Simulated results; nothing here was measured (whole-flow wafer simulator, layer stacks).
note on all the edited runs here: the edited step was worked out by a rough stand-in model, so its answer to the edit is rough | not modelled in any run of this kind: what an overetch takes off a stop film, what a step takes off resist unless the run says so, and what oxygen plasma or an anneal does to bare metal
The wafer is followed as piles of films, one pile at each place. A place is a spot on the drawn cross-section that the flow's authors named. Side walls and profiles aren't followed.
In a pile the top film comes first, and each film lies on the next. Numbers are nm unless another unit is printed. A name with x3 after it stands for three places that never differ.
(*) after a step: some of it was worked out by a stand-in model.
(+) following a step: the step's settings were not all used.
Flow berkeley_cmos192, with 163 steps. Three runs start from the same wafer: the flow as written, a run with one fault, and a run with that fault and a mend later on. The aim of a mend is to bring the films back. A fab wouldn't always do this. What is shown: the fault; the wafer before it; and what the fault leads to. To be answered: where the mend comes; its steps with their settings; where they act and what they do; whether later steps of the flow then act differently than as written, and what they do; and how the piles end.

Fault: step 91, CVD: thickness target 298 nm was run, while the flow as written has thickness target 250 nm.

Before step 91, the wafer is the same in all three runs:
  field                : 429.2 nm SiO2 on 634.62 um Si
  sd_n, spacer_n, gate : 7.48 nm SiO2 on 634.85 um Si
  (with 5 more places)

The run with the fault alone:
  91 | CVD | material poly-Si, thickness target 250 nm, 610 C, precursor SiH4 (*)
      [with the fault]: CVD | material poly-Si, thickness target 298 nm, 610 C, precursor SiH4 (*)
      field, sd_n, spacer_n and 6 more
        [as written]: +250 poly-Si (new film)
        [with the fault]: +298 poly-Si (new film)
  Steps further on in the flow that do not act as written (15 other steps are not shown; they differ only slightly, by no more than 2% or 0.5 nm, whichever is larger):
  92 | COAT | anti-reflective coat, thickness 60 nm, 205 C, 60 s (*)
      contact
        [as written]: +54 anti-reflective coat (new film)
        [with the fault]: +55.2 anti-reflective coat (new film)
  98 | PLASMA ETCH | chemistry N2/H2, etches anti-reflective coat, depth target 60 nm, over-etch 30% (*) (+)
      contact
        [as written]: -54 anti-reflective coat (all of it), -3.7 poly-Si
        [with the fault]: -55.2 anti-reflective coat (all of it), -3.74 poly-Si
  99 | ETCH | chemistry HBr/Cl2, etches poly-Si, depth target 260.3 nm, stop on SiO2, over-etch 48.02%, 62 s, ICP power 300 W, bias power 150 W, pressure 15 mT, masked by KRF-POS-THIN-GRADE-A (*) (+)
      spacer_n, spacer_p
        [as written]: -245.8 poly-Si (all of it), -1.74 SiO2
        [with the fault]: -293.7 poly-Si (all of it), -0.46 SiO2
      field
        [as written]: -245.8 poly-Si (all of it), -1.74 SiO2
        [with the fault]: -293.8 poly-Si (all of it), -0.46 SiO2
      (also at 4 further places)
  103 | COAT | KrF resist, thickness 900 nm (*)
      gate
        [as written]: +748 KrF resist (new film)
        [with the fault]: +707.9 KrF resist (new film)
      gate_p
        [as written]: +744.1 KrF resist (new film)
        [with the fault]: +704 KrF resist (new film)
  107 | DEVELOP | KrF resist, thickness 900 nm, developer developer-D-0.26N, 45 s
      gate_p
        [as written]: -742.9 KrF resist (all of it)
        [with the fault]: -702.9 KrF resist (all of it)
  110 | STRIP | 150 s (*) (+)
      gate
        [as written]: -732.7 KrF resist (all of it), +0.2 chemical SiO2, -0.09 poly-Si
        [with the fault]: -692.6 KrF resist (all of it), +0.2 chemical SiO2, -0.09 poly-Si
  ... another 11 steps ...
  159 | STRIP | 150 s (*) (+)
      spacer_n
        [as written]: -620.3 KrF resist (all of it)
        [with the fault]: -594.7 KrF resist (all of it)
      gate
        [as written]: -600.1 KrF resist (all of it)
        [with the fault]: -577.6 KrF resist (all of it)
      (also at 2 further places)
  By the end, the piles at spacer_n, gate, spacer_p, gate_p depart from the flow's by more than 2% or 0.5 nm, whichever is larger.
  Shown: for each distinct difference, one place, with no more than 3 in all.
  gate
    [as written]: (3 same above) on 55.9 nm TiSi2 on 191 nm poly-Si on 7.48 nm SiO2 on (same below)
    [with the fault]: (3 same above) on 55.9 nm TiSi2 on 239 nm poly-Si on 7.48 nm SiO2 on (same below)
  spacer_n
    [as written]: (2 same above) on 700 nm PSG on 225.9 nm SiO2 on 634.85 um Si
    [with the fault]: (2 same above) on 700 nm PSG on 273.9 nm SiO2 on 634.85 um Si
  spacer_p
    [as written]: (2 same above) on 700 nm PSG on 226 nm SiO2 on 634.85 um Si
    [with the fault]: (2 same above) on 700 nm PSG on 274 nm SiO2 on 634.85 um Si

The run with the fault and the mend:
  The mend follows step 91.
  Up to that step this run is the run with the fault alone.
  91a | ETCH | chemistry tmah, depth target 342.7 nm
      field, sd_n, spacer_n and 6 more
        -298 poly-Si (all of it)
  91b | CLEAN | chemistry SPM (a further turn of the flow's step 87)
      leaves every film unchanged at each place that is followed
  91c | CVD | material poly-Si, thickness target 250 nm, 610 C, precursor SiH4 (*) (a further turn of the flow's step 91)
      field, sd_n, spacer_n and 6 more
        +250 poly-Si (new film)
  None of the later steps of the flow acts differently than as written at any place that is followed.
  At every place that both follow, the piles at the end match the flow's.
